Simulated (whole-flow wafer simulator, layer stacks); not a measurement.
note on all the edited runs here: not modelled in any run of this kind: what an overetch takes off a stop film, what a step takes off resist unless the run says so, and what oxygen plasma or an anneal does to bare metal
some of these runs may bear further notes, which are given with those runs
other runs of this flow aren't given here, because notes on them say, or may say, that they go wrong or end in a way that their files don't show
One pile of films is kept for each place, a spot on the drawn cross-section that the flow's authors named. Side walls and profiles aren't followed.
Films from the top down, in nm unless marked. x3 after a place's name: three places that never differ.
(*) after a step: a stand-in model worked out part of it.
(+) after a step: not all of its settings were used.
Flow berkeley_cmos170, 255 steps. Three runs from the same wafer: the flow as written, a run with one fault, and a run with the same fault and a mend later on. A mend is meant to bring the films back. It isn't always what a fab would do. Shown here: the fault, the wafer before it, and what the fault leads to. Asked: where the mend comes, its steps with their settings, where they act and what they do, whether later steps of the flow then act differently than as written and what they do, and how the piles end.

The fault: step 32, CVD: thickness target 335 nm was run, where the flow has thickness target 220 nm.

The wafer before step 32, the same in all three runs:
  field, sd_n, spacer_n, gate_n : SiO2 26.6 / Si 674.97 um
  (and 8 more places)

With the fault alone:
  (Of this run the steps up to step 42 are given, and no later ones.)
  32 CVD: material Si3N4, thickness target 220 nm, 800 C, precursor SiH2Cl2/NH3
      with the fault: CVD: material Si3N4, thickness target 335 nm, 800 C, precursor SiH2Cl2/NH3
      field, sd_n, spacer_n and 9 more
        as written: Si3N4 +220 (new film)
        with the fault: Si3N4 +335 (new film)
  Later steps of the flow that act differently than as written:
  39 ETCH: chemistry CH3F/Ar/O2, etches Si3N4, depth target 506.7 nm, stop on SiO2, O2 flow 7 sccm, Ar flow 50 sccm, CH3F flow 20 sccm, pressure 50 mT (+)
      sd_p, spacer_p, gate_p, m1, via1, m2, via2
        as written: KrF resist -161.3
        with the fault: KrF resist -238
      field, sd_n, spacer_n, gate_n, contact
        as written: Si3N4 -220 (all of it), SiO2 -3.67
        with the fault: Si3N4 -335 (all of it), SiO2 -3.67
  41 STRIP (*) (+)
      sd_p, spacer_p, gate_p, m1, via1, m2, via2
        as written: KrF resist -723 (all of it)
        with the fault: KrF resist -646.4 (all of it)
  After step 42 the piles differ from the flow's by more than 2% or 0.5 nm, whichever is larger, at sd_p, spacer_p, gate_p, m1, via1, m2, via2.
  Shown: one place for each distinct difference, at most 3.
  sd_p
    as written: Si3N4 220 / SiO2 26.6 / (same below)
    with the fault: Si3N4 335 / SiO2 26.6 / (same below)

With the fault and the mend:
  The mend comes after step 32.
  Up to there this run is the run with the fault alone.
  32a ETCH: chemistry h3po4, depth target 385.2 nm
      field, sd_n, spacer_n and 9 more
        Si3N4 -335 (all of it)
  32b CLEAN: chemistry SPM (the flow's step 25 once more)
      changes no film at any place that is followed
  32c CVD: material Si3N4, thickness target 220 nm, 800 C, precursor SiH2Cl2/NH3 (the flow's step 32 once more)
      field, sd_n, spacer_n and 9 more
        Si3N4 +220 (new film)
  No later step of the flow acts differently than as written at any place that is followed.
  At the end the piles are the same as the flow's at every place that both follow.
